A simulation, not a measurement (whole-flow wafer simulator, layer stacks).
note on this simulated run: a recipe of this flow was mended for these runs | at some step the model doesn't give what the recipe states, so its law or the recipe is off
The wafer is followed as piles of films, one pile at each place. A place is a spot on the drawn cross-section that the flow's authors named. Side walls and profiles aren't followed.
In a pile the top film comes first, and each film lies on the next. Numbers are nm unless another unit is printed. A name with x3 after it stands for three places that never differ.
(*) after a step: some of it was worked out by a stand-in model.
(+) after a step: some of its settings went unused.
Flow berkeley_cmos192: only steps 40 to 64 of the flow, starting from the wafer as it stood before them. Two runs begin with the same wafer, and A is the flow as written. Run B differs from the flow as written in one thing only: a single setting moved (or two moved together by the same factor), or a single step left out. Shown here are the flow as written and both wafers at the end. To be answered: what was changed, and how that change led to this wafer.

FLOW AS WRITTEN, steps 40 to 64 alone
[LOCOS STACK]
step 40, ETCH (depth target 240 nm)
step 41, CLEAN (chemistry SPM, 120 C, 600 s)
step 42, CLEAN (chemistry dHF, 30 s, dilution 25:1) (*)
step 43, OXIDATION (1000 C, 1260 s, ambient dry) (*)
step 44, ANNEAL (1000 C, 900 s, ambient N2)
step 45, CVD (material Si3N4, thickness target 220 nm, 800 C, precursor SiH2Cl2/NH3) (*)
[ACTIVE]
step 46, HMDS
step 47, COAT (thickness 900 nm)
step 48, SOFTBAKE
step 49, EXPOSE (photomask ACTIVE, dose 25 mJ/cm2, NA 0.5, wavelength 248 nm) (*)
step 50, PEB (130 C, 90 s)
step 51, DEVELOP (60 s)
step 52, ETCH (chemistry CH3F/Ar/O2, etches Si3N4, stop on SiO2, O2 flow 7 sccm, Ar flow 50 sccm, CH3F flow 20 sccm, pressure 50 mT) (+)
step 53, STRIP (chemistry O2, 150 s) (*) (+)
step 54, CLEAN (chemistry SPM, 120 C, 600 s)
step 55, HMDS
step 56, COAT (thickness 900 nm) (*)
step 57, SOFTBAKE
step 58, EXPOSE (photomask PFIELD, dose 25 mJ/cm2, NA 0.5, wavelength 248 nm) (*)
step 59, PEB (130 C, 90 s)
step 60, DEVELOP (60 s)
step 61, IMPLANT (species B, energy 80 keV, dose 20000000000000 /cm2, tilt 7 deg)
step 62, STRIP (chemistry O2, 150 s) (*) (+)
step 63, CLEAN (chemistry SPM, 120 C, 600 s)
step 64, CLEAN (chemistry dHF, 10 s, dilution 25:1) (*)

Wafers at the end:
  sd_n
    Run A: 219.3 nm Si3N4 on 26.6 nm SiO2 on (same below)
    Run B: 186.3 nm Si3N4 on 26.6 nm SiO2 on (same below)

What caused this: step 45, CVD: thickness target 187 nm was run, though the flow has thickness target 220 nm.

Step by step, how the change led to this:
  step 45, CVD (material Si3N4, thickness target 220 nm, 800 C, precursor SiH2Cl2/NH3) (*)
      field, sd_n, spacer_n and 6 more: A Si3N4 gains 220 (new film) | B Si3N4 gains 187 (new film)
  step 52, ETCH (chemistry CH3F/Ar/O2, etches Si3N4, stop on SiO2, O2 flow 7 sccm, Ar flow 50 sccm, CH3F flow 20 sccm, pressure 50 mT) (+)
      sd_n, spacer_n, gate, sd_p, spacer_p, gate_p, contact, m1: A KrF-resist loses 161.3 | B KrF-resist loses 139.3
      field: A Si3N4 loses 220 (all of it), SiO2 loses 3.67 | B Si3N4 loses 187 (all of it), SiO2 loses 3.67
  step 53, STRIP (chemistry O2, 150 s) (*) (+)
      sd_n, spacer_n, gate, sd_p, spacer_p, gate_p, contact, m1: A KrF-resist loses 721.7 (all of it) | B KrF-resist loses 743.7 (all of it)
  step 56, COAT (thickness 900 nm) (*)
      sd_n: A KrF-resist gains 785.2 (new film) | B KrF-resist gains 802 (new film)
      m1: A KrF-resist gains 787.2 (new film) | B KrF-resist gains 803.3 (new film)
  step 62, STRIP (chemistry O2, 150 s) (*) (+)
      sd_n: A KrF-resist loses 768.5 (all of it) | B KrF-resist loses 785.3 (all of it)
      m1: A KrF-resist loses 770.6 (all of it) | B KrF-resist loses 786.6 (all of it)
